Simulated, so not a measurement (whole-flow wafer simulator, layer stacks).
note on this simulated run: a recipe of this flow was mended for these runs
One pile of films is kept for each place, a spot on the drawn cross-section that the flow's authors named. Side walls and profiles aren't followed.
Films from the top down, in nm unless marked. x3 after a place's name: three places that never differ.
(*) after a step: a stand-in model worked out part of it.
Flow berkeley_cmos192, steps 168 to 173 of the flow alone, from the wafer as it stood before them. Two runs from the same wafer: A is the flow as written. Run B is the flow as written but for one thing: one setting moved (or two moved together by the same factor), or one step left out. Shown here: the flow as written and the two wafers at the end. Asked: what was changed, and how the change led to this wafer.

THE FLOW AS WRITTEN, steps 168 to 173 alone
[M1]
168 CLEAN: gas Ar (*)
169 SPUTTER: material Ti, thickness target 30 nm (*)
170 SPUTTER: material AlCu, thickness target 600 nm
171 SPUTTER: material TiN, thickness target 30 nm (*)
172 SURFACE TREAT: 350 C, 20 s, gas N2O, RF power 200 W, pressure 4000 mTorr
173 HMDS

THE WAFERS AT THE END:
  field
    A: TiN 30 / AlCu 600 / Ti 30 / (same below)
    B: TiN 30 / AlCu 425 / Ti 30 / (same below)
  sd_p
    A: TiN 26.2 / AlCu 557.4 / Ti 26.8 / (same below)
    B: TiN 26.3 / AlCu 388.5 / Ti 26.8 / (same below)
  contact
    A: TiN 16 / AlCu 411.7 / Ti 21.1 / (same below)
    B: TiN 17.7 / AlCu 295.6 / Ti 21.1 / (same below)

The cause: step 170, SPUTTER: thickness target 425 nm was run, where the flow has thickness target 600 nm.
It can be read off the wafer: field has AlCu 425, and step 170 as written asks for 600 nm.

How the change led to this, step by step:
  170 SPUTTER: material AlCu, thickness target 600 nm
      field, sd_n, spacer_n, gate, spacer_p, gate_p, m1: A AlCu +600 (new film) | B AlCu +425 (new film)
      sd_p: A AlCu +557.4 (new film) | B AlCu +388.5 (new film)
      (and at 1 more place)
  171 SPUTTER: material TiN, thickness target 30 nm (*)
      contact: A TiN +16 (new film) | B TiN +17.7 (new film)
